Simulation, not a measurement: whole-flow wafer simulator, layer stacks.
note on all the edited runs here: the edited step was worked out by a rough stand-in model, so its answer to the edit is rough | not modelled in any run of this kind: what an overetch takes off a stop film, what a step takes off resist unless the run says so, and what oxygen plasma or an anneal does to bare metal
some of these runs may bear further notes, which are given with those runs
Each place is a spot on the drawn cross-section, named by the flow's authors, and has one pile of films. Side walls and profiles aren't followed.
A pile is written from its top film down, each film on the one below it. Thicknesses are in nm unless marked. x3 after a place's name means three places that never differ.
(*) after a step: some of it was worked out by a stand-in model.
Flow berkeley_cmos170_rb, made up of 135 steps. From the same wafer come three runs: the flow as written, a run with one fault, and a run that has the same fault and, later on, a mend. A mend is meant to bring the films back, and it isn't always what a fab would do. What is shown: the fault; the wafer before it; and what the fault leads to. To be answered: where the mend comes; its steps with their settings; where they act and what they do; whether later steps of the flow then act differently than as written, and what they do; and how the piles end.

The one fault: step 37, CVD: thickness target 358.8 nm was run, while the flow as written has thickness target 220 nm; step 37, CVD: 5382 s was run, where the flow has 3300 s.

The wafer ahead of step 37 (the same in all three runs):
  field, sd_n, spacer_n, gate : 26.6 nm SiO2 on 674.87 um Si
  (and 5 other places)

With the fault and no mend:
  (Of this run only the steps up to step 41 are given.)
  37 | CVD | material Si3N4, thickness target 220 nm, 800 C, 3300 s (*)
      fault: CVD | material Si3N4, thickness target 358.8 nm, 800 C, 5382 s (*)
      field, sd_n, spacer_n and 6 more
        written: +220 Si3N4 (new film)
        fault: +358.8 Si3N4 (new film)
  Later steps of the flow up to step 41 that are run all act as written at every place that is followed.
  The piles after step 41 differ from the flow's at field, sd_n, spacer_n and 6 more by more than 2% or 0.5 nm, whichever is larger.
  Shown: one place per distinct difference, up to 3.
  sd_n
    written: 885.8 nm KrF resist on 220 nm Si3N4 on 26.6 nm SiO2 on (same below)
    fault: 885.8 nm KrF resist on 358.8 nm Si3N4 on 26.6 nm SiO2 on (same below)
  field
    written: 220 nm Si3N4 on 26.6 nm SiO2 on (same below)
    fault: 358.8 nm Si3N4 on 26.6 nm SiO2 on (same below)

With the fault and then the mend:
  The mend stands after step 37.
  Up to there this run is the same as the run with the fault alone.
  37a | ETCH | chemistry h3po4, depth target 138.8 nm (the flow's step 30 again, with other settings)
      field, sd_n, spacer_n and 6 more
        -138.8 Si3N4
  Later steps of the flow that are run all act as written at every place that is followed.
  The piles end the same as the flow's at every place that both follow.
